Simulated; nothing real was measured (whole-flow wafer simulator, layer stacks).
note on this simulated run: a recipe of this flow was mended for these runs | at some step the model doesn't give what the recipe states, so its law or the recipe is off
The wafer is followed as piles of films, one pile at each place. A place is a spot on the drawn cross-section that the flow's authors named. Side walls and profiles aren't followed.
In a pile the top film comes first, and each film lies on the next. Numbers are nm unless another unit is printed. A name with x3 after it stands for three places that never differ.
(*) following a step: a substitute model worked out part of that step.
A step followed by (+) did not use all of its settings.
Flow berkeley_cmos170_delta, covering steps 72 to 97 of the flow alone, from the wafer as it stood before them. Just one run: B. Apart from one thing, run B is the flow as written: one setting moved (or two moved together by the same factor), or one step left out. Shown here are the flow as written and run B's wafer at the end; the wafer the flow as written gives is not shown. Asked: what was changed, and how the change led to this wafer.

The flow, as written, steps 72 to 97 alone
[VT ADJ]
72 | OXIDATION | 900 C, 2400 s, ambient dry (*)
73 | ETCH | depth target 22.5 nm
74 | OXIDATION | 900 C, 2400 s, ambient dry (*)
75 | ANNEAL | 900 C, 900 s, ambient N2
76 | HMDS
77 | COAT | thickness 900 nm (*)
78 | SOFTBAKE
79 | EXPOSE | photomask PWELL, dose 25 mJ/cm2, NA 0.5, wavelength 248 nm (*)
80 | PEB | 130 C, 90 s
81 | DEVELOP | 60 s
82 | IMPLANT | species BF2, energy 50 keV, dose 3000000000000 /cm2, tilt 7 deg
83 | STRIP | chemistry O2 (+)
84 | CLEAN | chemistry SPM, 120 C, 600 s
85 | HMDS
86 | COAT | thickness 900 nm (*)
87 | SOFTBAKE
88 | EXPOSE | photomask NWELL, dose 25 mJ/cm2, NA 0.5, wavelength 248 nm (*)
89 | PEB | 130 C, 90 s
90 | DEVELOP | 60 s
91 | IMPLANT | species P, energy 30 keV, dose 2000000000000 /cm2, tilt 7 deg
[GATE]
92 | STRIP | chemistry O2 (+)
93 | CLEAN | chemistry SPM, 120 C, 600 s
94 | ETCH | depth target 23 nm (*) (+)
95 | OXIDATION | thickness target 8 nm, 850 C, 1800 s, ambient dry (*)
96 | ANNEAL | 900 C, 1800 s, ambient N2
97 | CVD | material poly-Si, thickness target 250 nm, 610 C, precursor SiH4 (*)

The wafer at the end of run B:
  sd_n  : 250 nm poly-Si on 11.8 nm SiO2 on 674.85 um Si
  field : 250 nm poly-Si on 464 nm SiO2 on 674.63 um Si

What caused this: step 94, ETCH: depth target 8 nm was run, while the flow as written has depth target 23 nm.

Step by step, how the change led to this:
  94 | ETCH | depth target 23 nm (*) (+)
      sd_n, spacer_n, gate, sd_p, spacer_p, gate_p, contact, m1: -8 SiO2 (it would be, as written: -14.9 SiO2 (all of it))
      field: -8 SiO2 (it would be, as written: -23 SiO2)
  95 | OXIDATION | thickness target 8 nm, 850 C, 1800 s, ambient dry (*)
      sd_n, spacer_n, gate, sd_p, spacer_p, gate_p, contact, m1: +4.81 SiO2, -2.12 Si (it would be, as written: +7.48 SiO2 (new film), -3.29 Si)
